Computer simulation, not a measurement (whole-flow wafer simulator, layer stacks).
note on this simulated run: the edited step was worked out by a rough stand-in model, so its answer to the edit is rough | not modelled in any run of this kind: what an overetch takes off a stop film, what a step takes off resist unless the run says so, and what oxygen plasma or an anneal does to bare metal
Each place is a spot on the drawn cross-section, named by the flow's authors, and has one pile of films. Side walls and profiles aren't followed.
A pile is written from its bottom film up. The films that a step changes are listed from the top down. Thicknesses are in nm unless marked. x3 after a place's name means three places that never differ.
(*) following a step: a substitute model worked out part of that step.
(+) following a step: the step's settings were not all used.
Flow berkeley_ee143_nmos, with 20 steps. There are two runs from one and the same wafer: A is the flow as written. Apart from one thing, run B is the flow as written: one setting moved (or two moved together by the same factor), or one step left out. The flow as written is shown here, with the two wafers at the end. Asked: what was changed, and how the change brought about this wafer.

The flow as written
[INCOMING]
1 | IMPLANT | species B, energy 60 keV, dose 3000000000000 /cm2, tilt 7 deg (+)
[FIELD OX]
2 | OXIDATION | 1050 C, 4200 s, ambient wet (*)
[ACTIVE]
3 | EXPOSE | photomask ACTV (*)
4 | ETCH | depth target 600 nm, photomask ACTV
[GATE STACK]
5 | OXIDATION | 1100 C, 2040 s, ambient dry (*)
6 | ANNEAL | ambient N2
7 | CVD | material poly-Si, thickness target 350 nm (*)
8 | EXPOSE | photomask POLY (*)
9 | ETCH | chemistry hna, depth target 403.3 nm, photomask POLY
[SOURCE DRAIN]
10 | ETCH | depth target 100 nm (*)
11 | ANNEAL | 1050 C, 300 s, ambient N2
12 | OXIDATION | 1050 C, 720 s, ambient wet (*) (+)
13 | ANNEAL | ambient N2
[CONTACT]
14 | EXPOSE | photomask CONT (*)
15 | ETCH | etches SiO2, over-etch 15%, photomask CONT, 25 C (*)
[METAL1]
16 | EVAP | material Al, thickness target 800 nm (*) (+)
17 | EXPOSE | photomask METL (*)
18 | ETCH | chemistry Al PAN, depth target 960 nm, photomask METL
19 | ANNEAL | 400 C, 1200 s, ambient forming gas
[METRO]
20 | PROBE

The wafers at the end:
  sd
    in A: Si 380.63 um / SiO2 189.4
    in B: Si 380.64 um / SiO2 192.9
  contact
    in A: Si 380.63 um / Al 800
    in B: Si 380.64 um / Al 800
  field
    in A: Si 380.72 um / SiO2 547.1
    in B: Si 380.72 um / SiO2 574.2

Cause: step 10, ETCH: depth target 70 nm was run, while the flow as written has depth target 100 nm.

How this came from the change, step by step:
  10 | ETCH | depth target 100 nm (*)
      sd, contact: A -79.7 SiO2 (all of it) | B -70 SiO2
      field: A -100 SiO2 | B -70 SiO2
  12 | OXIDATION | 1050 C, 720 s, ambient wet (*) (+)
      sd, contact: A +189.4 SiO2 (new film), -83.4 Si | B +183.2 SiO2, -80.6 Si
      field: A +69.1 SiO2, -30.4 Si | B +66.3 SiO2, -29.2 Si
